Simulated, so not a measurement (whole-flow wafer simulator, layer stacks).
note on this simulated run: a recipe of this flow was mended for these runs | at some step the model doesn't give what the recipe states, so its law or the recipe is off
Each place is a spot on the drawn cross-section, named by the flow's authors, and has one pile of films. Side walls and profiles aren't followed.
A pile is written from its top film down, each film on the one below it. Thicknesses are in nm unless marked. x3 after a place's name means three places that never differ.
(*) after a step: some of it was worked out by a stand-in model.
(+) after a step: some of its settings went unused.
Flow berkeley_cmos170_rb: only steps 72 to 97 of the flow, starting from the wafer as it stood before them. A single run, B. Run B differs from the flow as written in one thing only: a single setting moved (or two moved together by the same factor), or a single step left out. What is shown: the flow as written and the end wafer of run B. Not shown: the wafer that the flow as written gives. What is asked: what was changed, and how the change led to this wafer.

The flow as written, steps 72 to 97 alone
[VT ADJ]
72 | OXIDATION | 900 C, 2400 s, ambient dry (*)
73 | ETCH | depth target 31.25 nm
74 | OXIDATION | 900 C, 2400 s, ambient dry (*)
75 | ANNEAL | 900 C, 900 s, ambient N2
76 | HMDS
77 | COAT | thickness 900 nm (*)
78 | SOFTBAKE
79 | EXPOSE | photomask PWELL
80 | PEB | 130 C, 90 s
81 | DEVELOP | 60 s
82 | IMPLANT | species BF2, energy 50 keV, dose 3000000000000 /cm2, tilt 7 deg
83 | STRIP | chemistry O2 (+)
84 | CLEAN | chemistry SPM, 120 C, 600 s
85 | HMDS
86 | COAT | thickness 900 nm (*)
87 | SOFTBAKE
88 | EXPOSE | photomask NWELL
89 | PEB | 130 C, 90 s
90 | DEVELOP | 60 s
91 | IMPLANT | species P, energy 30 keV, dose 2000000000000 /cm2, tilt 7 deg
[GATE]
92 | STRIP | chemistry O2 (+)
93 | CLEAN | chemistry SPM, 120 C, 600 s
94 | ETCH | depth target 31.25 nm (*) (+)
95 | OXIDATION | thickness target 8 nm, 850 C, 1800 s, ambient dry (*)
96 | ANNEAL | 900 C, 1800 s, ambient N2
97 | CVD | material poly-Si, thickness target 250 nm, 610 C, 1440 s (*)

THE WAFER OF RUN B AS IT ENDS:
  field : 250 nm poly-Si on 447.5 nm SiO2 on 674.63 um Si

What caused this: step 94, ETCH: depth target 15.62 nm was run, whereas the flow has depth target 31.25 nm.

How this came from the change, step by step:
  94 | ETCH | depth target 31.25 nm (*) (+)
      field: SiO2 loses 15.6 (as written it would have been: SiO2 loses 31.2)
